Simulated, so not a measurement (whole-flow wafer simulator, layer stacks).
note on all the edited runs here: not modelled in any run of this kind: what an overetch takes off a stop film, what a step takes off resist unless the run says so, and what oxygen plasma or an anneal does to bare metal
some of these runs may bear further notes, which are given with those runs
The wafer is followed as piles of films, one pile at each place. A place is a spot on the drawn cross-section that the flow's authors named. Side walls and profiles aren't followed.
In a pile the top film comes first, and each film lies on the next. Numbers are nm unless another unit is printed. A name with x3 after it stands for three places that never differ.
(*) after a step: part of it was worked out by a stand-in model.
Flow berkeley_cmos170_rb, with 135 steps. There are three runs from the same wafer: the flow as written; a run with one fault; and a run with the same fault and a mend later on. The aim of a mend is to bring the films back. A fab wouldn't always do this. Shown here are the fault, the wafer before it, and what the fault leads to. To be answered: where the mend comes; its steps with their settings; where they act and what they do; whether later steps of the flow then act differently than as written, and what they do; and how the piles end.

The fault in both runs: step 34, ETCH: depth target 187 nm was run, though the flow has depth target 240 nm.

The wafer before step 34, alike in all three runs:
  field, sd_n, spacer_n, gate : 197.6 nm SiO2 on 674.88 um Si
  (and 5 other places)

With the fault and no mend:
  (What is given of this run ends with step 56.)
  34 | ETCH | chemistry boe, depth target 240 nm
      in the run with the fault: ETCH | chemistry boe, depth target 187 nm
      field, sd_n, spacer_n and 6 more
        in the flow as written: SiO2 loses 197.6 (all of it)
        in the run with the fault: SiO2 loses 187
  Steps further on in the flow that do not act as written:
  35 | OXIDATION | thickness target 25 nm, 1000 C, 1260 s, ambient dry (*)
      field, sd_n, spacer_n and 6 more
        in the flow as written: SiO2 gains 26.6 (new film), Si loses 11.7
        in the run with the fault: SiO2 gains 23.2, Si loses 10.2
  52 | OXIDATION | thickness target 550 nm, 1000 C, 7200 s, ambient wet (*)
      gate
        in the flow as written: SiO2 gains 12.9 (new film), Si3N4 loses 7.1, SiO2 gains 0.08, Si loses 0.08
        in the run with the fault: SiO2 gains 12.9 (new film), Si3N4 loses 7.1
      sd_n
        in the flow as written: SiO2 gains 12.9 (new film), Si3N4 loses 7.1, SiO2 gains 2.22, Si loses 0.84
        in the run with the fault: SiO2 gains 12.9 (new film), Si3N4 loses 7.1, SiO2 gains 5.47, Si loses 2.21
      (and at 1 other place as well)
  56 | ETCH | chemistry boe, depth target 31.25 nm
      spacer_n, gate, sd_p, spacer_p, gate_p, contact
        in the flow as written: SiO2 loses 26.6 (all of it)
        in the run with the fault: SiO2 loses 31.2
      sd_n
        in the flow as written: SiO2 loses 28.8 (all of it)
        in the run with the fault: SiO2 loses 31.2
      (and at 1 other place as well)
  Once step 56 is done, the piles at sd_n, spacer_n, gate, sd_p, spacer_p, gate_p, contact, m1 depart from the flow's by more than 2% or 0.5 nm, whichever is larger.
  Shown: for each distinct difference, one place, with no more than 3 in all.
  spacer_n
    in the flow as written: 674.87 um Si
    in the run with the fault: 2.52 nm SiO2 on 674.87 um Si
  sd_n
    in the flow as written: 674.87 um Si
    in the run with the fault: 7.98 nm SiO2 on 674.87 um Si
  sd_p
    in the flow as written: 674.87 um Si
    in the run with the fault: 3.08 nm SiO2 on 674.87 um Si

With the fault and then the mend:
  The mend follows step 34.
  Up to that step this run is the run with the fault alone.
  34a | ETCH | chemistry boe, depth target 53 nm (the flow's step 34 again, with other settings)
      field, sd_n, spacer_n and 6 more
        SiO2 loses 10.6 (all of it)
  None of the later steps of the flow acts differently than as written at any place that is followed.
  By the end, the piles equal the flow's at every place that both follow.
